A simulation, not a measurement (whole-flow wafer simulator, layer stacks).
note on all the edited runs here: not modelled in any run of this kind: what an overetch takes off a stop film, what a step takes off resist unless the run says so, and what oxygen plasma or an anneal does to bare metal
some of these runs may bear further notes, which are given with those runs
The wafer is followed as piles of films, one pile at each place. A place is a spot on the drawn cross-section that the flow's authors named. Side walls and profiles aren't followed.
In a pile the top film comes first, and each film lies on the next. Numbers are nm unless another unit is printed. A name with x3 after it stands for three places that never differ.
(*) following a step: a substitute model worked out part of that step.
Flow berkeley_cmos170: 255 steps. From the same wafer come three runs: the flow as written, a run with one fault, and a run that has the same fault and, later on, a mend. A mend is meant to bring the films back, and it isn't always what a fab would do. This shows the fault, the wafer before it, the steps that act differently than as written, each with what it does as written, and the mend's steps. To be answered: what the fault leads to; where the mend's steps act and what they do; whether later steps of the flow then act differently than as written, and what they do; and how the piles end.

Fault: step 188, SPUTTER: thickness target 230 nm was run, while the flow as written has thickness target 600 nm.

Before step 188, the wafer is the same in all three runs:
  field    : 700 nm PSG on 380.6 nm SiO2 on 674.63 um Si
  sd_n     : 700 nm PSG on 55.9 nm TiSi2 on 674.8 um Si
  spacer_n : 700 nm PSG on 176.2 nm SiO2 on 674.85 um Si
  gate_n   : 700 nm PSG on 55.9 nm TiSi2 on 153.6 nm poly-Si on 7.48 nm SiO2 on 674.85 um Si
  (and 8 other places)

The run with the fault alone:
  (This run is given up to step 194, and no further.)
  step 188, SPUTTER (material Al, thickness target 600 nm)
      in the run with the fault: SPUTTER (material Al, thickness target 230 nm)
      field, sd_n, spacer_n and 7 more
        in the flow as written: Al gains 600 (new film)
        in the run with the fault: Al gains 230 (new film)
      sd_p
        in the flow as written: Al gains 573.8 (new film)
        in the run with the fault: Al gains 213.3 (new film)
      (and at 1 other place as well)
  Later steps of the flow acting differently than as written (not shown: 2 more steps that differ only slightly, by at most 2% or 0.5 nm, whichever is larger):
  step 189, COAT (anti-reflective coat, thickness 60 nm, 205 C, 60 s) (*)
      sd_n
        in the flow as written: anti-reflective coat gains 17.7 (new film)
        in the run with the fault: anti-reflective coat gains 7.79 (new film)
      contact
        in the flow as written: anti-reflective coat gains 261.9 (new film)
        in the run with the fault: anti-reflective coat gains 222.9 (new film)
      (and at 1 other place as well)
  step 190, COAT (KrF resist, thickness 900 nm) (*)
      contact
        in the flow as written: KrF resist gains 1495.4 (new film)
        in the run with the fault: KrF resist gains 1415.8 (new film)
  The piles after step 194 differ from the flow's at field, sd_n, spacer_n and 9 more by more than 2% or 0.5 nm, whichever is larger.
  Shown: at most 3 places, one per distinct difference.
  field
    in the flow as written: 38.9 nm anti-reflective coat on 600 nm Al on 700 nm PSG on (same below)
    in the run with the fault: 38.6 nm anti-reflective coat on 230 nm Al on 700 nm PSG on (same below)
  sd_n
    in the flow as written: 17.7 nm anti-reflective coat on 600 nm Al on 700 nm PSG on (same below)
    in the run with the fault: 7.79 nm anti-reflective coat on 230 nm Al on 700 nm PSG on (same below)
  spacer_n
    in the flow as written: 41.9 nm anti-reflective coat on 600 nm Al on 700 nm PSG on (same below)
    in the run with the fault: 41.6 nm anti-reflective coat on 230 nm Al on 700 nm PSG on (same below)

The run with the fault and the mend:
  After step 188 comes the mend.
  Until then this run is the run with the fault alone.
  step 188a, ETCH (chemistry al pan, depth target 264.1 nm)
      field, sd_n, spacer_n and 7 more
        Al loses 230 (all of it)
      sd_p
        Al loses 213.3 (all of it)
      contact
        Al loses 163.5 (all of it)
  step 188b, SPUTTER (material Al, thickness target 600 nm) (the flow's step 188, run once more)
      field, sd_n, spacer_n and 7 more
        Al gains 600 (new film)
      sd_p
        Al gains 573.8 (new film)
      contact
        Al gains 415.7 (new film)
  Later steps of the flow that are run all act as written at every place that is followed.
  By the end, the piles equal the flow's at every place that both follow.
